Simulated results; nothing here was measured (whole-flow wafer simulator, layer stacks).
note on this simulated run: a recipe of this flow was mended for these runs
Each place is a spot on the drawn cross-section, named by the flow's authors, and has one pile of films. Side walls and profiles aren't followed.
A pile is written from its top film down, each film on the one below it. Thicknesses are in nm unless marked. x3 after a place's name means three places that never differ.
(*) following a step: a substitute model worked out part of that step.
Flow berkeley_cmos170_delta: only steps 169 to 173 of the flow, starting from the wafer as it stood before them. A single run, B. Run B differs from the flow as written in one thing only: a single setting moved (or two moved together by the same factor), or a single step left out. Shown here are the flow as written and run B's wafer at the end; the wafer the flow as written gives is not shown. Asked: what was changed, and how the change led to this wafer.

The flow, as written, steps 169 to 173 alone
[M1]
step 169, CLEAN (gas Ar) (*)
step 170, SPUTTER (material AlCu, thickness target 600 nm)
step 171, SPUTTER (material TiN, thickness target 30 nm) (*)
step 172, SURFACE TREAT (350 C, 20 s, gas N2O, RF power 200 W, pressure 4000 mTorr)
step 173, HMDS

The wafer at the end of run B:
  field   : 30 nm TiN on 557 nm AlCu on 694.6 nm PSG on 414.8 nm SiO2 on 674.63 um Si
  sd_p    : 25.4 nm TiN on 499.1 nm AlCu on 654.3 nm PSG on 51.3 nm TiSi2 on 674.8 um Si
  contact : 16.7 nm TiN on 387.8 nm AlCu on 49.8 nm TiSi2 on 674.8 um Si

What caused this: step 170, SPUTTER: thickness target 557 nm was run, though the flow has thickness target 600 nm.
The wafer itself shows it: field has AlCu 557, and step 170 as written asks for 600 nm.

Step by step, how the change led to this:
  step 170, SPUTTER (material AlCu, thickness target 600 nm)
      field, sd_n, spacer_n, gate, spacer_p, gate_p, m1: AlCu gains 557 (new film) (as written it would have been: AlCu gains 600 (new film))
      sd_p: AlCu gains 499.1 (new film) (as written it would have been: AlCu gains 539.5 (new film))
      (also at 1 further place)
